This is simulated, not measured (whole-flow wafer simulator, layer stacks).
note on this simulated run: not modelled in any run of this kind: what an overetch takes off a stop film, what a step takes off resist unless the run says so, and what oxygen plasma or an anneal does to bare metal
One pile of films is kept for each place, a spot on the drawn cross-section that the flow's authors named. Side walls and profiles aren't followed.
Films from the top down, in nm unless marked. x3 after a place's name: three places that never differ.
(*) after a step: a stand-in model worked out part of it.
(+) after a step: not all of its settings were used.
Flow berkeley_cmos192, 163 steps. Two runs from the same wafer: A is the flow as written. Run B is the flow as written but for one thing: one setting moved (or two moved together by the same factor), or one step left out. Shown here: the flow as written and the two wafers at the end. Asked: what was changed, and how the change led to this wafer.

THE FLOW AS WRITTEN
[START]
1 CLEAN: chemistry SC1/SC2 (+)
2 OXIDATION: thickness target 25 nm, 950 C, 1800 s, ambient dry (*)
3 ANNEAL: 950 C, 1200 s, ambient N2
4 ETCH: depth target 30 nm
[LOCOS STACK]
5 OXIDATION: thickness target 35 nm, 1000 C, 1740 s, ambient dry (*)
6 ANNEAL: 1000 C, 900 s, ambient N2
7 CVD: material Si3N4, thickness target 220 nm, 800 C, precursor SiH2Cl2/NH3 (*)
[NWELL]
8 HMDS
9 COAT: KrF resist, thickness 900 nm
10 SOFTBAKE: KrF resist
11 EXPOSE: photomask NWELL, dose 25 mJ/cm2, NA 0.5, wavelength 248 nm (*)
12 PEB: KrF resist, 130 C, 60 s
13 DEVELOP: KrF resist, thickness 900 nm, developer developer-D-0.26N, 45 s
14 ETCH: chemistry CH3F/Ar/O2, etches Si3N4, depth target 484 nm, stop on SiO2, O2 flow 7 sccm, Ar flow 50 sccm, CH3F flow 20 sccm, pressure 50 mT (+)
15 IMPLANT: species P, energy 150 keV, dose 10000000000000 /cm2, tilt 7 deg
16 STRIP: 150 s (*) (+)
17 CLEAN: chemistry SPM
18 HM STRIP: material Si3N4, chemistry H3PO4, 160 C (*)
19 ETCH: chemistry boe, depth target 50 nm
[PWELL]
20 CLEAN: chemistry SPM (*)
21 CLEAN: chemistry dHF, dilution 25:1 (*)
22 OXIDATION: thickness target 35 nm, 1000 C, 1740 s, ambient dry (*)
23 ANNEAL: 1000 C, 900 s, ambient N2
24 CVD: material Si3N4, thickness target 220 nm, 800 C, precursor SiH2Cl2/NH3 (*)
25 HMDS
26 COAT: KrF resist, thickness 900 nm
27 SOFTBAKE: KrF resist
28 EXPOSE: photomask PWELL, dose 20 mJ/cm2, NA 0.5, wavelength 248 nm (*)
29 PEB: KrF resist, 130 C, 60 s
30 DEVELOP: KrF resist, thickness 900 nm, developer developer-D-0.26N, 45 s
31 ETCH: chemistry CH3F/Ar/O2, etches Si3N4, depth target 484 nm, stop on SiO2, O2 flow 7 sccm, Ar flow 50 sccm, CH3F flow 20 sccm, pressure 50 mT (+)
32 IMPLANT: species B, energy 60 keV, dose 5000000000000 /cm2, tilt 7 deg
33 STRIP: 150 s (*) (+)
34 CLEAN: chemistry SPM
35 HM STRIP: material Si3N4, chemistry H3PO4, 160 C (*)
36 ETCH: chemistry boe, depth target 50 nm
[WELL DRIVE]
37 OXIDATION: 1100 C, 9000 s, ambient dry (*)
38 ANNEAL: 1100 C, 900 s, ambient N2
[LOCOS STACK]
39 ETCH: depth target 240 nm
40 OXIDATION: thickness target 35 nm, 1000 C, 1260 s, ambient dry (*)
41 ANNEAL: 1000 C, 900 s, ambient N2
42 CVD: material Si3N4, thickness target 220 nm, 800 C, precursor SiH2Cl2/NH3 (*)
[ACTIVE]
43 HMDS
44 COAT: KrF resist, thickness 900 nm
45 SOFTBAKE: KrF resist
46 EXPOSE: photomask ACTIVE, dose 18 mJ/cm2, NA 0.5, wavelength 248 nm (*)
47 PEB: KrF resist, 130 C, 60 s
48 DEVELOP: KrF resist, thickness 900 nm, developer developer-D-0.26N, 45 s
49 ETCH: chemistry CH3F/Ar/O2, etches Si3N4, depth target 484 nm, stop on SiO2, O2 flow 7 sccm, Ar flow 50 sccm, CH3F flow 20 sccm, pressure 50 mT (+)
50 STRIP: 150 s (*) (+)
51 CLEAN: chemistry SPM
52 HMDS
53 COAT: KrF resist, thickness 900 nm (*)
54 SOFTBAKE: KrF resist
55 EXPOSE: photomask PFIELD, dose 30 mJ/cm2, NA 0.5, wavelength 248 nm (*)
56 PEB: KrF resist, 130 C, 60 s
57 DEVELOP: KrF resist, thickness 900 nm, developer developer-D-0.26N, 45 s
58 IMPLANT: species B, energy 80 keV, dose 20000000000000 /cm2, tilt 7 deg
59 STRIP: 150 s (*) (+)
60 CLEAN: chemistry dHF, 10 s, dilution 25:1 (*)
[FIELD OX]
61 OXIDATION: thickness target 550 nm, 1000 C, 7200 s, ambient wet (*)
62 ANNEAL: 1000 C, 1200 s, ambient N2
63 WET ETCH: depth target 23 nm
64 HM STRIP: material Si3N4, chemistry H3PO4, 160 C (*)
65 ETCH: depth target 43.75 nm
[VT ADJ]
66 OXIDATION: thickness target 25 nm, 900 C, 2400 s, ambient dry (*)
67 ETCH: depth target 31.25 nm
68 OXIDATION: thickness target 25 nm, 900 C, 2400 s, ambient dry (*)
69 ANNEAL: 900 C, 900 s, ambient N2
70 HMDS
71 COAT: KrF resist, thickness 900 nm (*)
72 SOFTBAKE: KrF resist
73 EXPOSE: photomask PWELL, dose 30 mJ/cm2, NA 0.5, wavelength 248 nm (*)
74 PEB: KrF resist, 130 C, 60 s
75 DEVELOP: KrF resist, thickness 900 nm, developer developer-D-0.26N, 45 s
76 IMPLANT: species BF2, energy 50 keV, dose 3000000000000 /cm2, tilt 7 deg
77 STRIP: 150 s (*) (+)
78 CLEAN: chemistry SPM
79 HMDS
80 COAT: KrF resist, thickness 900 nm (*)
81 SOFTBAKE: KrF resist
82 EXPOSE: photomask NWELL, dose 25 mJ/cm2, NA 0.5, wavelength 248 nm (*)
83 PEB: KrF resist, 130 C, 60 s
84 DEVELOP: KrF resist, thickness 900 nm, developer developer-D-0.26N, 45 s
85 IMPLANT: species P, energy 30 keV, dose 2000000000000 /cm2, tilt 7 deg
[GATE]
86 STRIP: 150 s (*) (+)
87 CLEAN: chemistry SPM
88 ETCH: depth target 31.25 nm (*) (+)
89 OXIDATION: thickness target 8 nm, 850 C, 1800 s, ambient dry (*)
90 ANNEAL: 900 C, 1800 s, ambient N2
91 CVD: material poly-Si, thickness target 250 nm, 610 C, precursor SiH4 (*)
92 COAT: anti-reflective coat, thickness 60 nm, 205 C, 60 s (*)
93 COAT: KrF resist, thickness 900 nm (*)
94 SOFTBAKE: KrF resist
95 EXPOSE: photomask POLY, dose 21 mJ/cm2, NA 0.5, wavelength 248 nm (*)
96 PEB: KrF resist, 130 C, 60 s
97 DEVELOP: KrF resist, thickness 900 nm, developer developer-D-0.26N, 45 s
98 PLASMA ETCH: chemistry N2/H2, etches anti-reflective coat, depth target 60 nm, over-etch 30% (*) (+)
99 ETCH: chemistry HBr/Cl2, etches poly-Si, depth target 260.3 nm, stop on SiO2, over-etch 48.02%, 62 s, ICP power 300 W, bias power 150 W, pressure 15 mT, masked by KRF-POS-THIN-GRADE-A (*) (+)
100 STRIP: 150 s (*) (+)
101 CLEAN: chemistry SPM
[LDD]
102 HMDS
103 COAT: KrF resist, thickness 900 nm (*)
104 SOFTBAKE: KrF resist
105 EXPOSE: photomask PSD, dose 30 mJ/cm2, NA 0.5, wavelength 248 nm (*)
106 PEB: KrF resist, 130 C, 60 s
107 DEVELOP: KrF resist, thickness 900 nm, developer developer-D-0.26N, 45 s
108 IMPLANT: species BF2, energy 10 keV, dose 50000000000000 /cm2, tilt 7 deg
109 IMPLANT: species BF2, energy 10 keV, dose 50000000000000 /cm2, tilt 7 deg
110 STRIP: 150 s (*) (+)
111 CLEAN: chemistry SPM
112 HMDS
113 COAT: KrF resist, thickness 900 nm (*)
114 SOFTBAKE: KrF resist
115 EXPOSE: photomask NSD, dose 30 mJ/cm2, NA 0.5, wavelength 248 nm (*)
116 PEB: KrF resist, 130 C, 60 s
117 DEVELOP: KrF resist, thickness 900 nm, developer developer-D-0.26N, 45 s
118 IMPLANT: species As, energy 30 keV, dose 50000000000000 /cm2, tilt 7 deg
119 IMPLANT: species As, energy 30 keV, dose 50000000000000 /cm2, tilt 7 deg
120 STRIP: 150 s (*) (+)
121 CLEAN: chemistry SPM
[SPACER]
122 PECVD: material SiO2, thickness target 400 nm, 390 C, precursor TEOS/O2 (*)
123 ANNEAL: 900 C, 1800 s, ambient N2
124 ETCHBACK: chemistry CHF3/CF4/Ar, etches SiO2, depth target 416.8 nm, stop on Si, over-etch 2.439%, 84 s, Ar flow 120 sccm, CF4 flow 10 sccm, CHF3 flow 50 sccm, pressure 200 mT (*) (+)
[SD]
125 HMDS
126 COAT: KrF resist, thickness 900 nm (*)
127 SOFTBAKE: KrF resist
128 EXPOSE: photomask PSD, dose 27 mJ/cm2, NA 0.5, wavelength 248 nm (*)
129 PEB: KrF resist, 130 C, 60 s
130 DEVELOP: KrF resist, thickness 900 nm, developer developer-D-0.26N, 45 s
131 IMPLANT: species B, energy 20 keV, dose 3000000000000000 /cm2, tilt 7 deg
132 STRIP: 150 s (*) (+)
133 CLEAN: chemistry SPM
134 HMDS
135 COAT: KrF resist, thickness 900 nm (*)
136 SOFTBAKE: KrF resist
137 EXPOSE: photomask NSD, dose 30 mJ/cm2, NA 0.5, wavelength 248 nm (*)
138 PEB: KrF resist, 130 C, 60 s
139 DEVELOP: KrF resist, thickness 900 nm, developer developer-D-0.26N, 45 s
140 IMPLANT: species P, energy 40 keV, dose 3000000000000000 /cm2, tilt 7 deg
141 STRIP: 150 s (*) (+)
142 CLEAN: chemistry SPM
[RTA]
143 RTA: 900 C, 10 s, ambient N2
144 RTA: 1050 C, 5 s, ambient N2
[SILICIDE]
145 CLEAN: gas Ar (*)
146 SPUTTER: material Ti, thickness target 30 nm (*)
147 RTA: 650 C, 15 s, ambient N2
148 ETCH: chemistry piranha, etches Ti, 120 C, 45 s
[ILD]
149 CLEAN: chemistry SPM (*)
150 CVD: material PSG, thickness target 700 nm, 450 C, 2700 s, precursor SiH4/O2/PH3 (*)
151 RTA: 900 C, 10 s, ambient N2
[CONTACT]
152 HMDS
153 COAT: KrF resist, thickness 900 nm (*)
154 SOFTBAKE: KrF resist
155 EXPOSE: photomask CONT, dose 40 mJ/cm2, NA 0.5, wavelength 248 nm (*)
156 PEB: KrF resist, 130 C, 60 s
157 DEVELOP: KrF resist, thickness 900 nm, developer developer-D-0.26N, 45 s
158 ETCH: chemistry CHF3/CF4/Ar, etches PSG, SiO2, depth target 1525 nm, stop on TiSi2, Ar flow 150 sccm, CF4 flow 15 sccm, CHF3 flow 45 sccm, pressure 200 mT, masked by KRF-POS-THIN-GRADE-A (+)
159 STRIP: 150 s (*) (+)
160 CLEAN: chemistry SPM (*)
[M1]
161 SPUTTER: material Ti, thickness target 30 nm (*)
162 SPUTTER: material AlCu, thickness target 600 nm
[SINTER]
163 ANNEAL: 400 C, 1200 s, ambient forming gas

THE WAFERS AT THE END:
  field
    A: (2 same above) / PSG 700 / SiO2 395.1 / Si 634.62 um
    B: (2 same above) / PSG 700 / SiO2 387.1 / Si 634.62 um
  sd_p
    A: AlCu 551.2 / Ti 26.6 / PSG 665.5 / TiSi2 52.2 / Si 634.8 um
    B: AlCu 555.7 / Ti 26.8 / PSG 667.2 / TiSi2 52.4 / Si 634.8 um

The cause: step 63, WET ETCH: depth target 31 nm was run, where the flow has depth target 23 nm.

How the change led to this, step by step:
  63 WET ETCH: depth target 23 nm
      field: A SiO2 -23 | B SiO2 -31
  92 COAT: anti-reflective coat, thickness 60 nm, 205 C, 60 s (*)
      sd_n: A anti-reflective coat +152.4 (new film) | B anti-reflective coat +146.7 (new film)
      spacer_n: A anti-reflective coat +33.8 (new film) | B anti-reflective coat +35.8 (new film)
      (and at 4 more places)
  98 PLASMA ETCH: chemistry N2/H2, etches anti-reflective coat, depth target 60 nm, over-etch 30% (*) (+)
      sd_n: A anti-reflective coat -152.4 (all of it), poly-Si -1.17 | B anti-reflective coat -146.7 (all of it), poly-Si -1.13
      spacer_n: A anti-reflective coat -33.8 (all of it), poly-Si -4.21 | B anti-reflective coat -35.8 (all of it), poly-Si -3.97
      (and at 2 more places)
  100 STRIP: 150 s (*) (+)
      gate: A chemical SiO2 +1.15 (new film), KrF resist -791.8 (all of it), anti-reflective coat -30 (all of it), poly-Si -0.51 | B chemical SiO2 +1.15 (new film), KrF resist -785.1 (all of it), anti-reflective coat -32.2 (all of it), poly-Si -0.51
      gate_p: A chemical SiO2 +1.15 (new film), KrF resist -765.1 (all of it), anti-reflective coat -31 (all of it), poly-Si -0.51 | B chemical SiO2 +1.15 (new film), KrF resist -760.6 (all of it), anti-reflective coat -32.6 (all of it), poly-Si -0.51
